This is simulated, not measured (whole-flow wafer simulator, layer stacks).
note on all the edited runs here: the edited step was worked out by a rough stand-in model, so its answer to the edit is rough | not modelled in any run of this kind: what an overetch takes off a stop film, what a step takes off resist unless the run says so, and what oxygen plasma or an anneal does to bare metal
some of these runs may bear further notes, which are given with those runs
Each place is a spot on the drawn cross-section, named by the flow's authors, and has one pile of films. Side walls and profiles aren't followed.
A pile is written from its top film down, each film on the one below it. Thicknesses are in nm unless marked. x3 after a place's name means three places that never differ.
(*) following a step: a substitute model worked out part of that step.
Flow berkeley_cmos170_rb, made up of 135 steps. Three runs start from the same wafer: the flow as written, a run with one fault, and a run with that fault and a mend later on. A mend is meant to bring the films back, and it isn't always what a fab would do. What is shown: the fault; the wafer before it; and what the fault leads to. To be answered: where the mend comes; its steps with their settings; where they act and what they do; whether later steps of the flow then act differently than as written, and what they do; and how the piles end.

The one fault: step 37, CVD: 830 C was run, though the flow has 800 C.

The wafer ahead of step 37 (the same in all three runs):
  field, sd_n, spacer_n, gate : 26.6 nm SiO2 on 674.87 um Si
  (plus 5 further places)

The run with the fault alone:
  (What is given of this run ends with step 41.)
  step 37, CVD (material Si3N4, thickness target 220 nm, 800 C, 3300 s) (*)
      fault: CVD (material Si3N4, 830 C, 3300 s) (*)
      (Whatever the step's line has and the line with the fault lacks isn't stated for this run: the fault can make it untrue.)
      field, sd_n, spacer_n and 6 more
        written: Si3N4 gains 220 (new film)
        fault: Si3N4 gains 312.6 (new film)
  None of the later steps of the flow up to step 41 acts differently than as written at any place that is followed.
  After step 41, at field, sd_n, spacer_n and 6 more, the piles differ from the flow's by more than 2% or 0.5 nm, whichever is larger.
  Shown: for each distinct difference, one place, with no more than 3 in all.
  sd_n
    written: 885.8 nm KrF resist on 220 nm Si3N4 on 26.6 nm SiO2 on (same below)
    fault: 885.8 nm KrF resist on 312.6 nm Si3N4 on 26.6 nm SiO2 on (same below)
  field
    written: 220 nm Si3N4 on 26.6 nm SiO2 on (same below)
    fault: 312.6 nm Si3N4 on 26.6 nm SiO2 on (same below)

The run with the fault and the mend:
  After step 37 comes the mend.
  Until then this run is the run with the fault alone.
  step 37a, ETCH (chemistry h3po4, depth target 92.56 nm) (the flow's step 30, run once more with other settings)
      field, sd_n, spacer_n and 6 more
        Si3N4 loses 92.6
  None of the later steps of the flow acts differently than as written at any place that is followed.
  The piles end the same as the flow's at every place that both follow.
